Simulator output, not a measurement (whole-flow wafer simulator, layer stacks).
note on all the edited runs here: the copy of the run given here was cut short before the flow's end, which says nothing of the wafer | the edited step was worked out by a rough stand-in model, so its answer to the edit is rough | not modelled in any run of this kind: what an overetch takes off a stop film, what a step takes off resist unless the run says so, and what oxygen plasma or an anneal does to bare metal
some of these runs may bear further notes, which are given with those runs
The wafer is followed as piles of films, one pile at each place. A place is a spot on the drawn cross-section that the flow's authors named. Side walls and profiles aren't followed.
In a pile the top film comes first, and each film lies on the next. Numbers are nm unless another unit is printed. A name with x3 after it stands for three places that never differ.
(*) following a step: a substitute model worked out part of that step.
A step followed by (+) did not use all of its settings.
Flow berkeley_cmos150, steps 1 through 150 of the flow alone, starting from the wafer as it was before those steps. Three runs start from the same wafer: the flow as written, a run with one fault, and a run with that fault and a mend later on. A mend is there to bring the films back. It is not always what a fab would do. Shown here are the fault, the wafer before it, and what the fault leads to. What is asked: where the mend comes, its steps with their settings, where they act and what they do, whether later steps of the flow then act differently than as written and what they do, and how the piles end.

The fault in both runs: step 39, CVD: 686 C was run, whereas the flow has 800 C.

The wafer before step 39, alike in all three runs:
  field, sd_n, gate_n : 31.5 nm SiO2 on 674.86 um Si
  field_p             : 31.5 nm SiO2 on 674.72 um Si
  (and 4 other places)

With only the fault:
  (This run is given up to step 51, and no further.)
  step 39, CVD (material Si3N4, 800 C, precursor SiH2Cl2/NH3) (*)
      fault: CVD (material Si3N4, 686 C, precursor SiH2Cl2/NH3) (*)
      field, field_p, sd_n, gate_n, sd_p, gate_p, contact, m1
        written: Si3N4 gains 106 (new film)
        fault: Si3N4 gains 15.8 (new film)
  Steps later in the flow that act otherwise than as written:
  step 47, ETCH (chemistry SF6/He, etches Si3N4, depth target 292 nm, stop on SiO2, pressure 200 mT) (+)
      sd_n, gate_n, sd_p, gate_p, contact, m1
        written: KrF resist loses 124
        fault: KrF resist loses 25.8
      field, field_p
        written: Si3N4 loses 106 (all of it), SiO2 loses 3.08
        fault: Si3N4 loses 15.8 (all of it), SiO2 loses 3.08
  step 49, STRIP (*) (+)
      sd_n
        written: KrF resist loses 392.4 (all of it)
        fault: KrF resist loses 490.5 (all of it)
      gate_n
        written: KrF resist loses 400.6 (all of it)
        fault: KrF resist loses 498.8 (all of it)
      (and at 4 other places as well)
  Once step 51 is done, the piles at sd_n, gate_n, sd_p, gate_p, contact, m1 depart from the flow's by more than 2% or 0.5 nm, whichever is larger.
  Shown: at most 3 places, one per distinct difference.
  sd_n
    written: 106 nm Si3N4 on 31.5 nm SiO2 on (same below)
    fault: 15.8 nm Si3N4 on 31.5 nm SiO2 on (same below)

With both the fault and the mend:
  After step 46 comes the mend.
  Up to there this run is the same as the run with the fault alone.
  step 46a, STRIP (*) (+)
      sd_n
        KrF resist loses 516.3 (all of it)
      gate_n
        KrF resist loses 524.6 (all of it)
      sd_p
        KrF resist loses 566.8 (all of it)
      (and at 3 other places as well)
  step 46b, CLEAN (chemistry SPM)
      leaves every film unchanged at each place that is followed
  step 46c, CVD (material Si3N4, 800 C, precursor SiH2Cl2/NH3) (*) (a further turn of the flow's step 39; the settings that differ are not printed)
      field, field_p, sd_n, gate_n, sd_p, gate_p, contact, m1
        Si3N4 gains 90.3
  step 46d, HMDS (a further turn of the flow's step 40)
      leaves every film unchanged at each place that is followed
  step 46e, COAT (KrF resist, thickness 650 nm) (*) (a further turn of the flow's step 41)
      field
        KrF resist gains 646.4 (new film)
      field_p
        KrF resist gains 715.2 (new film)
      sd_n
        KrF resist gains 633.7 (new film)
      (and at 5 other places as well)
  step 46f, SOFTBAKE (KrF resist) (a further turn of the flow's step 42)
      leaves every film unchanged at each place that is followed
  step 46g, EXPOSE (photomask ACTIVE, dose 19.46 mJ/cm2, NA 0.5, wavelength 248 nm) (*) (a further turn of the flow's step 43)
      leaves every film unchanged at each place that is followed
  step 46h, PEB (KrF resist, 130 C, 60 s) (a further turn of the flow's step 44)
      gate_n, contact, m1
        KrF resist loses 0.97
      field
        KrF resist loses 0.98
      field_p
        KrF resist loses 1.1
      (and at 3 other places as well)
  step 46i, DEVELOP (KrF resist, thickness 650 nm, developer developer-D-0.26N) (a further turn of the flow's step 45)
      sd_n, gate_n, sd_p, gate_p, contact, m1
        KrF resist loses 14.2
      field
        KrF resist loses 645.4 (all of it)
      field_p
        KrF resist loses 714.1 (all of it)
  step 46j, HARDBAKE (140 C, 30 s) (a further turn of the flow's step 46)
      sd_n
        KrF resist loses 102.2
      gate_n
        KrF resist loses 103.8
      sd_p
        KrF resist loses 112.2
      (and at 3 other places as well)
  None of the later steps of the flow differs from how it acts as written, at any place that is followed, by more than 2% or 0.5 nm, whichever is larger.
  The piles end the same as the flow's at every place that both follow.
